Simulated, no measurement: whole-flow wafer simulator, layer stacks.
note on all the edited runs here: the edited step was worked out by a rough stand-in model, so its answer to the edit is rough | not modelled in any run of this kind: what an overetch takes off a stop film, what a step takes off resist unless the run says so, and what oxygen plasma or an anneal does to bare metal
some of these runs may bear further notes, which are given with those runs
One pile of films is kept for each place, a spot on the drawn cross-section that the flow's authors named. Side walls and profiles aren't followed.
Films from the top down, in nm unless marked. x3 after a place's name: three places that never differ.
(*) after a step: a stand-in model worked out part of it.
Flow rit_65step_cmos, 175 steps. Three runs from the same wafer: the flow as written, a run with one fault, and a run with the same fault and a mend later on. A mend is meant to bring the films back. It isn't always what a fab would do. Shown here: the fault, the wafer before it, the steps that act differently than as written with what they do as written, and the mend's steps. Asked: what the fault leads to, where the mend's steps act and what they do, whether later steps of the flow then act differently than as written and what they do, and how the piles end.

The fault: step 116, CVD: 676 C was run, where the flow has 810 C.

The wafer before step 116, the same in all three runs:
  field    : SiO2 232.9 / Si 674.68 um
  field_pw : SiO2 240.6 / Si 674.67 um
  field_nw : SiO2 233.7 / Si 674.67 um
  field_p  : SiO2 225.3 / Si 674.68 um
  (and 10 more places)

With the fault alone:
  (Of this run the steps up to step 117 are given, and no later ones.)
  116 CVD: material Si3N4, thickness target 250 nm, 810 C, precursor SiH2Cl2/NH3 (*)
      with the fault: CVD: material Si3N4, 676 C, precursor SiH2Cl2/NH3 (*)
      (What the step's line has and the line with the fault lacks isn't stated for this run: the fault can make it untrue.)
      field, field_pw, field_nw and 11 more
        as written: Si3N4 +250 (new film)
        with the fault: Si3N4 +20.9 (new film)
  No later step of the flow up to step 117 acts differently than as written at any place that is followed.
  After step 117 the piles differ from the flow's by more than 2% or 0.5 nm, whichever is larger, at field, field_pw, field_nw and 11 more.
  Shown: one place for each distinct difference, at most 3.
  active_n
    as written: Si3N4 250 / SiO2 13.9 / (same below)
    with the fault: Si3N4 20.9 / SiO2 13.9 / (same below)
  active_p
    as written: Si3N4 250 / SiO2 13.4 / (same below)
    with the fault: Si3N4 20.9 / SiO2 13.4 / (same below)
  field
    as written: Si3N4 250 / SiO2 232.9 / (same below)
    with the fault: Si3N4 20.9 / SiO2 232.9 / (same below)

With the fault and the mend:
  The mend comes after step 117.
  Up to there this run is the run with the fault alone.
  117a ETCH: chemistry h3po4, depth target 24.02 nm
      field, field_pw, field_nw and 11 more
        Si3N4 -20.9 (all of it)
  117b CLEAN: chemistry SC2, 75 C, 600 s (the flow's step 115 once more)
      changes no film at any place that is followed
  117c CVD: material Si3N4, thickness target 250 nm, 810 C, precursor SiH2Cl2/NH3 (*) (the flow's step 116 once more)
      field, field_pw, field_nw and 11 more
        Si3N4 +250 (new film)
  No later step of the flow acts differently than as written at any place that is followed.
  At the end the piles are the same as the flow's at every place that both follow.
